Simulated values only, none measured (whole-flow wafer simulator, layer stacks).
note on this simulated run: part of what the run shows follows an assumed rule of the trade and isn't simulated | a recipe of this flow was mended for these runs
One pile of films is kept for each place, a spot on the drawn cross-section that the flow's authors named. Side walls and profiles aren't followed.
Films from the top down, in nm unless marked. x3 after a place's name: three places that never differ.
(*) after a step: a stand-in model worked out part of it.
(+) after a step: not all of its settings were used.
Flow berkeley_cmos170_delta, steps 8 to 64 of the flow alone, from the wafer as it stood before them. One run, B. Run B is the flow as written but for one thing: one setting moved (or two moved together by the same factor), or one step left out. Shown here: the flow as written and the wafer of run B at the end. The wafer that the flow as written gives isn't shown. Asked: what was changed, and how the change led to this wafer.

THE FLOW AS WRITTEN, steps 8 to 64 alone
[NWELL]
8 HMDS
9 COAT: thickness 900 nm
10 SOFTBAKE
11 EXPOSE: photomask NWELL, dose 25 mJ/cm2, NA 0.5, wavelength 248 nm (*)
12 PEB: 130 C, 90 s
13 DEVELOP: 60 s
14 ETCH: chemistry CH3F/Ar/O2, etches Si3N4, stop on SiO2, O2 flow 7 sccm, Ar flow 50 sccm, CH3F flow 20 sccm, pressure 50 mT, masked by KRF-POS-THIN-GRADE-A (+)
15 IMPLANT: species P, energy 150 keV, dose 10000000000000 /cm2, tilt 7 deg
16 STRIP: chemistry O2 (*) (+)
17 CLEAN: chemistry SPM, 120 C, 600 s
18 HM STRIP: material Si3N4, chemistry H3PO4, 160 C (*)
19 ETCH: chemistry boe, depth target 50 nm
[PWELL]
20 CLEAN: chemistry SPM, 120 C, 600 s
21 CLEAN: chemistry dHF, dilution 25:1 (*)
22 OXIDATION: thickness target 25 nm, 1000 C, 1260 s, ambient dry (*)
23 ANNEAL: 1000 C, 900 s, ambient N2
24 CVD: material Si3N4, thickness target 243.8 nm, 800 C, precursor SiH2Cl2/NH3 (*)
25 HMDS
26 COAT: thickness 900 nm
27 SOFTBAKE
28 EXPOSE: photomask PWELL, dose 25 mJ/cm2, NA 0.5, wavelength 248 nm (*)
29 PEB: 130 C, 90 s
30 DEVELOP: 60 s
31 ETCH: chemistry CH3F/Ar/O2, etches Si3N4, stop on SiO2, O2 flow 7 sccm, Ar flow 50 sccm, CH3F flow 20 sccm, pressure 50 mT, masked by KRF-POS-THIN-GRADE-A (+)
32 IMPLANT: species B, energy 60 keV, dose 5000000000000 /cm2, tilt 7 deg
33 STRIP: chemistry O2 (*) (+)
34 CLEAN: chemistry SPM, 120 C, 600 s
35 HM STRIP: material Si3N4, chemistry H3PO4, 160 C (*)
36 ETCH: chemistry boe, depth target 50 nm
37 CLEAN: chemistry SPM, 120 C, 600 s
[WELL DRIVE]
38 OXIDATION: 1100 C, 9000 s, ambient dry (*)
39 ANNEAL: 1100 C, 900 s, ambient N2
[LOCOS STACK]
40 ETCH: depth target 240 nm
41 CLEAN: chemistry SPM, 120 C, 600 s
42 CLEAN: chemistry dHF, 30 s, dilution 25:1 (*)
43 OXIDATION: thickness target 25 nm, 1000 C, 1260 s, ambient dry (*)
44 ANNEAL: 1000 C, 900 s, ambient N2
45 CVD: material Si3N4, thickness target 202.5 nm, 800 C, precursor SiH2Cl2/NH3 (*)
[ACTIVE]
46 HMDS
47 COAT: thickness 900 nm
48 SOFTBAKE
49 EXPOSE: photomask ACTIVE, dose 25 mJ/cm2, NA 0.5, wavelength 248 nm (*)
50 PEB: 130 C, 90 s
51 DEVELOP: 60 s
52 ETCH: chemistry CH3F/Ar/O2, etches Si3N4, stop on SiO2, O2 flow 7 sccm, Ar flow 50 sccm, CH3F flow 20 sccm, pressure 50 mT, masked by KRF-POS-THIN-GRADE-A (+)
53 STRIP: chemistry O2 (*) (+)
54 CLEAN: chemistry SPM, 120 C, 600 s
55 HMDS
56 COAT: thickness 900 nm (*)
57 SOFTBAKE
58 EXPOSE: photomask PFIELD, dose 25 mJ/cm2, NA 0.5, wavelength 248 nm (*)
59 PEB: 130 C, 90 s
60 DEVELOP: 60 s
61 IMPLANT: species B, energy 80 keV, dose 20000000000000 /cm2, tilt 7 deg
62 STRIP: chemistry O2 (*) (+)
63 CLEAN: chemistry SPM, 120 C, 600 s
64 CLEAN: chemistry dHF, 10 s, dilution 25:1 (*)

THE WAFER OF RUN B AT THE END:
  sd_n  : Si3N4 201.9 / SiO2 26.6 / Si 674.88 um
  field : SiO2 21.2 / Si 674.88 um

The cause: step 18, HM STRIP: material Si3N4, chemistry H3PO4, 160 C (*), was left out.

How the change led to this, step by step:
  19 ETCH: chemistry boe, depth target 50 nm
      field, sd_n, spacer_n, gate, contact, m1: Si3N4 -0.5 (as written it would be: SiO2 -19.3 (all of it))
      sd_p, spacer_p, gate_p: SiO2 -22.7 (all of it) (as written it would be: SiO2 -7.83 (all of it))
  20 CLEAN: chemistry SPM, 120 C, 600 s
      field, sd_n, spacer_n, gate, contact, m1: nothing (as written it would be: chemical SiO2 +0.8 (new film), Si -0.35)
  21 CLEAN: chemistry dHF, dilution 25:1 (*)
      field, sd_n, spacer_n, gate, contact, m1: Si3N4 -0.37 (as written it would be: chemical SiO2 -0.8 (all of it))
  22 OXIDATION: thickness target 25 nm, 1000 C, 1260 s, ambient dry (*)
      field, sd_n, spacer_n, gate, contact, m1: nothing (as written it would be: SiO2 +26.6 (new film), Si -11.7)
  24 CVD: material Si3N4, thickness target 243.8 nm, 800 C, precursor SiH2Cl2/NH3 (*)
      field, sd_n, spacer_n, gate, contact, m1: Si3N4 +243.8 (as written it would be: Si3N4 +243.8 (new film))
  26 COAT: thickness 900 nm
      sd_p: KrF-resist +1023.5 (new film) (as written it would be: KrF-resist +900 (new film))
      spacer_p: KrF-resist +999.3 (new film) (as written it would be: KrF-resist +900 (new film))
      (and at 1 more place)
  31 ETCH: chemistry CH3F/Ar/O2, etches Si3N4, stop on SiO2, O2 flow 7 sccm, Ar flow 50 sccm, CH3F flow 20 sccm, pressure 50 mT, masked by KRF-POS-THIN-GRADE-A (+)
      field, sd_n, spacer_n, gate, contact, m1: Si3N4 -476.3 (all of it), SiO2 -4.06 (as written it would be: Si3N4 -243.8 (all of it), SiO2 -4.06)
      sd_p, spacer_p, gate_p: KrF-resist -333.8 (as written it would be: KrF-resist -178.8)
  33 STRIP: chemistry O2 (*) (+)
      sd_p: KrF-resist -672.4 (all of it) (as written it would be: KrF-resist -704.3 (all of it))
      spacer_p: KrF-resist -648.3 (all of it) (as written it would be: KrF-resist -704.3 (all of it))
      (and at 1 more place)
